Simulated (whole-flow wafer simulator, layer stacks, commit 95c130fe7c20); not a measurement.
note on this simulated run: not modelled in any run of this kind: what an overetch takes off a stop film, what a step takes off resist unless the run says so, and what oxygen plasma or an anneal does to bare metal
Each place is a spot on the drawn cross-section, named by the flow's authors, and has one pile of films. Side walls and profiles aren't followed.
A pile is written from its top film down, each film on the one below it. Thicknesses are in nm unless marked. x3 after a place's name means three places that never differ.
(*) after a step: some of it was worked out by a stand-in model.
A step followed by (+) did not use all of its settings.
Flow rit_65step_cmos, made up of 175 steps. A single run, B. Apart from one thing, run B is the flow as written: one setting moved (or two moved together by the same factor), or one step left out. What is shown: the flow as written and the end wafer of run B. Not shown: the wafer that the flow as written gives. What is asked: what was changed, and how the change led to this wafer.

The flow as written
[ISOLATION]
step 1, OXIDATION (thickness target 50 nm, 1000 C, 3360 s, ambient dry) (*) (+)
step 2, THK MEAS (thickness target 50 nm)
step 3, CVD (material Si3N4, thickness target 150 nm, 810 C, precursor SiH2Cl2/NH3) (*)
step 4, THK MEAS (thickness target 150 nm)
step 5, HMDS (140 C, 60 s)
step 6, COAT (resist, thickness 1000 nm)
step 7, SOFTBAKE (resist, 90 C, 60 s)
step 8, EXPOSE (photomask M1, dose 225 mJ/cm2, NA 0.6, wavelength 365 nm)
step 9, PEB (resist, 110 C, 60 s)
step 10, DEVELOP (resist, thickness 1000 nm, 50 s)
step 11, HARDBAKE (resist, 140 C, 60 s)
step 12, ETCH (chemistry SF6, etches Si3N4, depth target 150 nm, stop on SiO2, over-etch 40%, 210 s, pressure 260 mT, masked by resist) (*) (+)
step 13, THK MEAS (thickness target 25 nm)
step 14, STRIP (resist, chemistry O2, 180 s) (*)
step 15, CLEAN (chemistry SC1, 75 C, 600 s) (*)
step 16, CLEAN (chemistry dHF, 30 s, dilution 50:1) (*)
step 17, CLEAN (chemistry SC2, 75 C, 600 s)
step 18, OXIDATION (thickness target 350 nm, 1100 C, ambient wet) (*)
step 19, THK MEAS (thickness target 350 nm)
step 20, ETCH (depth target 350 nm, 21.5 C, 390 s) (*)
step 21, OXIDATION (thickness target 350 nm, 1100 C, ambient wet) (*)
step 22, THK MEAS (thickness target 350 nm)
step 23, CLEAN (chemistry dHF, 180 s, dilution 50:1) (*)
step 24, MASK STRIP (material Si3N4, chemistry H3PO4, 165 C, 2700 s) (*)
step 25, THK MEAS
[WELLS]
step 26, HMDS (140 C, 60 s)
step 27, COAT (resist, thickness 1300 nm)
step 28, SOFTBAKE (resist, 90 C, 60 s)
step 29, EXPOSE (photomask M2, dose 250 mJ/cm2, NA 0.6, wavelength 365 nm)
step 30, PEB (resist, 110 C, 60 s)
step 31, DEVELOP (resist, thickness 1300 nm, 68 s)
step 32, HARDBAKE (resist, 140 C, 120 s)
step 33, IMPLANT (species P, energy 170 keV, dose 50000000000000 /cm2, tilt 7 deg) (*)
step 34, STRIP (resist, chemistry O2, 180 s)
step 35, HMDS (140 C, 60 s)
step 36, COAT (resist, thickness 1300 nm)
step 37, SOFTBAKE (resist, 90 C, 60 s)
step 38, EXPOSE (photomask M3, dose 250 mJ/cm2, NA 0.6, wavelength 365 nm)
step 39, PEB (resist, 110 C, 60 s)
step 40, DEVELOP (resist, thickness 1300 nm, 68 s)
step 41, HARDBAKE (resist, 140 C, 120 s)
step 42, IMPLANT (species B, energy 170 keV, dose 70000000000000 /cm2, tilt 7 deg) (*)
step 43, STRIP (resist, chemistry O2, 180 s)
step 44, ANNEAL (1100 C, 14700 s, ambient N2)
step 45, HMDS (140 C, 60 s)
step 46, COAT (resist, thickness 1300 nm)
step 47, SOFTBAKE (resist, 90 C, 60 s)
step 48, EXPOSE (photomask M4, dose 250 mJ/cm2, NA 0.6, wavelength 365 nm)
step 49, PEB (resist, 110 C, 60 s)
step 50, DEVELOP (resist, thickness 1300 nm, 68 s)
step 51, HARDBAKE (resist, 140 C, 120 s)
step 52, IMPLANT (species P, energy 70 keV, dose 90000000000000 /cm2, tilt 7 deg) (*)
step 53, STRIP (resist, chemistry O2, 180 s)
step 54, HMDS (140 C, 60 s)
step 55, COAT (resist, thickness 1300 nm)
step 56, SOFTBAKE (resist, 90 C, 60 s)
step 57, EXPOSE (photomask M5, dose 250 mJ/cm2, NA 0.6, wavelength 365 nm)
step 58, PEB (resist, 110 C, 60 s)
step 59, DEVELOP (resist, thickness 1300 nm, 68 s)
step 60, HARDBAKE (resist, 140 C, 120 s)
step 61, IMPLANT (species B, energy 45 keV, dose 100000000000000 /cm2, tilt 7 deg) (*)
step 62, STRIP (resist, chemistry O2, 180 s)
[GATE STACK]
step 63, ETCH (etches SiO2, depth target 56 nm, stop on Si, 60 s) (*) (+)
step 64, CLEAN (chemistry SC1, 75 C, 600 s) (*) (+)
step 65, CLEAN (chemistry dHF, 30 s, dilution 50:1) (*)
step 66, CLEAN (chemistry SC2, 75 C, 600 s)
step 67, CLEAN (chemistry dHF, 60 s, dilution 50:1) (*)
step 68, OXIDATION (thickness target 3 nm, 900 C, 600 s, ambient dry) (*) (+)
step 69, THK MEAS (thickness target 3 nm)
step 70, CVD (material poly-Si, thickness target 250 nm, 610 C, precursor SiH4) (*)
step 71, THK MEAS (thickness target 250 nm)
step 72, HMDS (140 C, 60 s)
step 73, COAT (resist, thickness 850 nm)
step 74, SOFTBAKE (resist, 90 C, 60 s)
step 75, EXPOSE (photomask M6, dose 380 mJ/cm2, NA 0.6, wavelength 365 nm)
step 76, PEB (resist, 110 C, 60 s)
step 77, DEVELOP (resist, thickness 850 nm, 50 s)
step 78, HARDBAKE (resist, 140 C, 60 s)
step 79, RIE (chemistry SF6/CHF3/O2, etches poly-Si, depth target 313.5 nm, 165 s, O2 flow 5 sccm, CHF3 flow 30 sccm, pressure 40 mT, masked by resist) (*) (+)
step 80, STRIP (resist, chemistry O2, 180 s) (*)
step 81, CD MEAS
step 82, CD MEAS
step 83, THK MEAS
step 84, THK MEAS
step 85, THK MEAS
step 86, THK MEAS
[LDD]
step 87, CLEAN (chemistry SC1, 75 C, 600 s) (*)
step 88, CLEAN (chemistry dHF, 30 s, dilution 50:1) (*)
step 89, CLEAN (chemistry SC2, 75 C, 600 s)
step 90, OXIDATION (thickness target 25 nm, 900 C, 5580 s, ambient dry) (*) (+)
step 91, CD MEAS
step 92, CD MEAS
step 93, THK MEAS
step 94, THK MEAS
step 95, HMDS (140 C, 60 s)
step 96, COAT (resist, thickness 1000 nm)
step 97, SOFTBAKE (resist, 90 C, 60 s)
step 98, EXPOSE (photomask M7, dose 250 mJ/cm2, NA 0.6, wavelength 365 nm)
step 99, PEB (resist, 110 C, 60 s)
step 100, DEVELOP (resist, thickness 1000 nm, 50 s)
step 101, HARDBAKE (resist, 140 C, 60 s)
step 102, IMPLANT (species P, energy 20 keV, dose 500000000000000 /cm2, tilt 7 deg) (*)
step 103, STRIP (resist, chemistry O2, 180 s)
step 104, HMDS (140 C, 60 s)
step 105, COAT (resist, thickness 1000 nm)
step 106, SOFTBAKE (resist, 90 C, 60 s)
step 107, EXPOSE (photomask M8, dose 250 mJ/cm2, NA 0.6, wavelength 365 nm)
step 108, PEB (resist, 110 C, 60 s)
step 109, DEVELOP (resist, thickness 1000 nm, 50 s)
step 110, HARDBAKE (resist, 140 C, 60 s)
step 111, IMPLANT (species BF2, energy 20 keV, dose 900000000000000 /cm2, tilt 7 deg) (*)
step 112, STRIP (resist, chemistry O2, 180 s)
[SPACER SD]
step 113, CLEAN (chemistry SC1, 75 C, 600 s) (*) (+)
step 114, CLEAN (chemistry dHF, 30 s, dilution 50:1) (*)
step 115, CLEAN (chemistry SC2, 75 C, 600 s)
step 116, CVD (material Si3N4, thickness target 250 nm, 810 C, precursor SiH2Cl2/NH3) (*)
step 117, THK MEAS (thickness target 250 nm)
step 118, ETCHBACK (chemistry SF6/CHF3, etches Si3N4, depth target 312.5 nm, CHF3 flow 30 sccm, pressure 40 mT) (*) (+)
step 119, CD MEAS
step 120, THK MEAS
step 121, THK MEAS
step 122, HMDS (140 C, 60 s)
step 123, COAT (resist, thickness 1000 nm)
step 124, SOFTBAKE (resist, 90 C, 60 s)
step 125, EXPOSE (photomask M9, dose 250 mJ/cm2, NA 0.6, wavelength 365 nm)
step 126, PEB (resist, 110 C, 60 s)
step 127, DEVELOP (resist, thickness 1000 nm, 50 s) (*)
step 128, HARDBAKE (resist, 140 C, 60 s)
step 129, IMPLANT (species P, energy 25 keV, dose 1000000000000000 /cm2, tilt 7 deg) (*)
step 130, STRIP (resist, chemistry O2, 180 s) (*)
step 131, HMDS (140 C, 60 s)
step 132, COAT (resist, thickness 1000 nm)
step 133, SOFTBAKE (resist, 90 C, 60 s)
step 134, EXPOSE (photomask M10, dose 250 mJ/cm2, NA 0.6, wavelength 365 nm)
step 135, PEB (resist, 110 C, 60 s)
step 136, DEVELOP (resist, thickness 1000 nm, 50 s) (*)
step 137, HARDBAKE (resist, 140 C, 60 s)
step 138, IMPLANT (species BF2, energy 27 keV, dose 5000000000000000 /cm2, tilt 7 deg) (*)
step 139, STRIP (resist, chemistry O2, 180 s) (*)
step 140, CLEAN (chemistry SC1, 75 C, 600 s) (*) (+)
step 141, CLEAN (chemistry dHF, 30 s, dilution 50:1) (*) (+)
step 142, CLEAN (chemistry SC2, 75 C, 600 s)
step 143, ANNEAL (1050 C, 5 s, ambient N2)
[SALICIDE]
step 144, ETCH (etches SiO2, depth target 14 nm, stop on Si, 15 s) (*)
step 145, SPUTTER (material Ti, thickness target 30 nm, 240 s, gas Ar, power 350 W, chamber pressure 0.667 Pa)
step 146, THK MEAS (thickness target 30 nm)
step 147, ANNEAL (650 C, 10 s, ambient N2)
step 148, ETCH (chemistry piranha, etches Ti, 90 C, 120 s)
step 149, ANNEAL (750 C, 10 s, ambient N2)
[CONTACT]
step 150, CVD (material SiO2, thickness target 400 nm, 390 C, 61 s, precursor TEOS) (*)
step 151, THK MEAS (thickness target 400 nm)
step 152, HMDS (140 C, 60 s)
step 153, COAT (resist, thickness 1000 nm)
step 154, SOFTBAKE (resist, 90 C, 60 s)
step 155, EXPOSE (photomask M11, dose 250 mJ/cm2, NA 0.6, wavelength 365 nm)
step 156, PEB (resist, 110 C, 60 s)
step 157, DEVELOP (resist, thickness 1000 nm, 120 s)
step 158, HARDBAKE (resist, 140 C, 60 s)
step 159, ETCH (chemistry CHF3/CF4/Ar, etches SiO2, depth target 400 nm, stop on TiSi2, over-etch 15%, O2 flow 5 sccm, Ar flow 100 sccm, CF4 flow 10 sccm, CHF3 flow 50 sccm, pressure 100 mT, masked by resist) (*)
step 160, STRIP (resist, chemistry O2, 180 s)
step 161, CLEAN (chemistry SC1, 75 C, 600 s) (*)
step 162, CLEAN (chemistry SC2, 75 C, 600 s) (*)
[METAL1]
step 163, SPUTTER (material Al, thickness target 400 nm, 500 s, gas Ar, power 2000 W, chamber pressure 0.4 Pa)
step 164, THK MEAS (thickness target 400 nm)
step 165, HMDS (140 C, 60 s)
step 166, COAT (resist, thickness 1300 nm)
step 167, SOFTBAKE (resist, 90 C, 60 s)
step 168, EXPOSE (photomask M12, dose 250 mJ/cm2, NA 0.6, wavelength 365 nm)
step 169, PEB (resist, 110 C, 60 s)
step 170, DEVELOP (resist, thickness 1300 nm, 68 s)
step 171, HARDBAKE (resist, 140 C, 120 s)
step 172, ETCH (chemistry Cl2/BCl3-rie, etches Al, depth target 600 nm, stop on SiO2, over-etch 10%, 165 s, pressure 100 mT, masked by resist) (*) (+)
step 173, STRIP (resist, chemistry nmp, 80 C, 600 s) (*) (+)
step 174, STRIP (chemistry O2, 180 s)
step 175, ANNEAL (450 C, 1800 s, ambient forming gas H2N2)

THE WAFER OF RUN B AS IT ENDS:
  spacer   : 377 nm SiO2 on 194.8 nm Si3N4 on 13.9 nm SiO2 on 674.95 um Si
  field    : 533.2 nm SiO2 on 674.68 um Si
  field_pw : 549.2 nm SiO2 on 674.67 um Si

The reason: step 163, SPUTTER: power 2544 W was run, while the flow as written has power 2000 W.

Step by step, how the change led to this:
  step 163, SPUTTER (material Al, thickness target 400 nm, 500 s, gas Ar, power 2000 W, chamber pressure 0.4 Pa)
      field, field_pw, field_p, spacer, spacer_p: +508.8 Al (new film) (it would be, as written: +400 Al (new film))
      gate_n, gate_p: +494.5 Al (new film) (it would be, as written: +396 Al (new film))
      (and at 1 other place as well)
  step 172, ETCH (chemistry Cl2/BCl3-rie, etches Al, depth target 600 nm, stop on SiO2, over-etch 10%, 165 s, pressure 100 mT, masked by resist) (*) (+)
      field, field_pw, field_p, spacer, spacer_p: -508.8 Al (all of it), -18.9 SiO2 (it would be, as written: -400 Al (all of it), -32.5 SiO2)
      gate_n, gate_p: -494.5 Al (all of it), -20.7 SiO2 (it would be, as written: -396 Al (all of it), -33 SiO2)
      (and at 1 other place as well)
